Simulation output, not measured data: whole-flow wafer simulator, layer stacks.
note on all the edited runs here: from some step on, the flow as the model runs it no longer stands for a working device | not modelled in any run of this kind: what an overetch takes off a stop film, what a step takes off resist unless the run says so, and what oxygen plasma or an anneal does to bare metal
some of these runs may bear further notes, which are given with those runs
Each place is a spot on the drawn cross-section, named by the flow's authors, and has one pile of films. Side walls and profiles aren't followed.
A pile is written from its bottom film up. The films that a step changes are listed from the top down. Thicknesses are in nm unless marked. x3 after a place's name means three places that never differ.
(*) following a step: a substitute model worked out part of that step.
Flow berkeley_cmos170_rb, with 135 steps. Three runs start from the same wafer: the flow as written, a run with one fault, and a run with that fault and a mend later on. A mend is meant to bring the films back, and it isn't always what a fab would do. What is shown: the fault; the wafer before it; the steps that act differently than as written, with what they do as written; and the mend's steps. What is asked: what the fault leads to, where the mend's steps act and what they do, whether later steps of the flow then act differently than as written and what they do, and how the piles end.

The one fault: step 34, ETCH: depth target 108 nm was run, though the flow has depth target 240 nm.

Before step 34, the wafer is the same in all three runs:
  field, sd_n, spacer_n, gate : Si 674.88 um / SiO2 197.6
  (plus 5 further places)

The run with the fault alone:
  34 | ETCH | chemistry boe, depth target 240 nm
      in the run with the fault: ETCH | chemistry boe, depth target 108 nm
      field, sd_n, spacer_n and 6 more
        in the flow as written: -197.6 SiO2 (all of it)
        in the run with the fault: -108 SiO2
  Later steps of the flow acting differently than as written (18 more steps, not shown, differ only slightly: by at most 2% or 0.5 nm, whichever is larger):
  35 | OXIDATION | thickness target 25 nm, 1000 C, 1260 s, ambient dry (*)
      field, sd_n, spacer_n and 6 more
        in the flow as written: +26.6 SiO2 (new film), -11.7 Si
        in the run with the fault: +12.2 SiO2, -5.36 Si
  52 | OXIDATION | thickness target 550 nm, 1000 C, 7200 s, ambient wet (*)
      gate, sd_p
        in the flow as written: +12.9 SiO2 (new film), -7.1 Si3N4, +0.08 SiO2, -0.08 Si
        in the run with the fault: +12.9 SiO2 (new film), -7.1 Si3N4
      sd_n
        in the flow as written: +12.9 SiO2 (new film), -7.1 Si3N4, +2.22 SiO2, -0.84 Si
        in the run with the fault: +12.9 SiO2 (new film), -7.1 Si3N4
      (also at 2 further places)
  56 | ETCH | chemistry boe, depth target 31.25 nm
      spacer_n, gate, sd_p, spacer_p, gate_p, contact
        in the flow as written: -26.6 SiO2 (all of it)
        in the run with the fault: -31.2 SiO2
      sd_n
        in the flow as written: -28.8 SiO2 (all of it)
        in the run with the fault: -31.2 SiO2
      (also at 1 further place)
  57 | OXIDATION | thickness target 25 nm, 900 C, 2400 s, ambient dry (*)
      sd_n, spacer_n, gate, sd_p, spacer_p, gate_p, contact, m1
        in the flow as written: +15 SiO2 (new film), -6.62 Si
        in the run with the fault: +7.45 SiO2, -3.28 Si
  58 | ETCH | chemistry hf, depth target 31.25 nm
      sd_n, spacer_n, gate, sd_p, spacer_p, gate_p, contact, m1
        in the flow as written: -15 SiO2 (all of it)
        in the run with the fault: -31.2 SiO2
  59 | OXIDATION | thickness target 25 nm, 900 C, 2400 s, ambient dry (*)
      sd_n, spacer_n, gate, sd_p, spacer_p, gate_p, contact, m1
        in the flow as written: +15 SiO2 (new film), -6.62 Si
        in the run with the fault: +7.26 SiO2, -3.19 Si
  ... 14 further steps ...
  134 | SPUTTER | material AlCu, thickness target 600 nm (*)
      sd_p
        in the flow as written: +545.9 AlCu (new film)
        in the run with the fault: +532.5 AlCu (new film)
  The piles end different from the flow's at field, gate, sd_p, gate_p by more than 2% or 0.5 nm, whichever is larger.
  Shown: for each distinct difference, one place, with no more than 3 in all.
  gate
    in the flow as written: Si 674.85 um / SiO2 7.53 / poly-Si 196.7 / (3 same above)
    in the run with the fault: Si 674.87 um / SiO2 26.3 / poly-Si 196.7 / (3 same above)
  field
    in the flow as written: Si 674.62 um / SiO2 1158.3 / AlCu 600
    in the run with the fault: Si 674.64 um / SiO2 1184.8 / AlCu 600
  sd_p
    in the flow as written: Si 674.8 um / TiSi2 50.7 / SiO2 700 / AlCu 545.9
    in the run with the fault: Si 674.82 um / TiSi2 47.7 / SiO2 700 / AlCu 532.5

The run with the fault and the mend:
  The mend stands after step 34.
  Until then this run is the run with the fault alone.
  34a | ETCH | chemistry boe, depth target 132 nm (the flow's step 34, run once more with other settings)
      field, sd_n, spacer_n and 6 more
        -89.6 SiO2 (all of it)
  Later steps of the flow that are run all act as written at every place that is followed.
  The piles end the same as the flow's at every place that both follow.
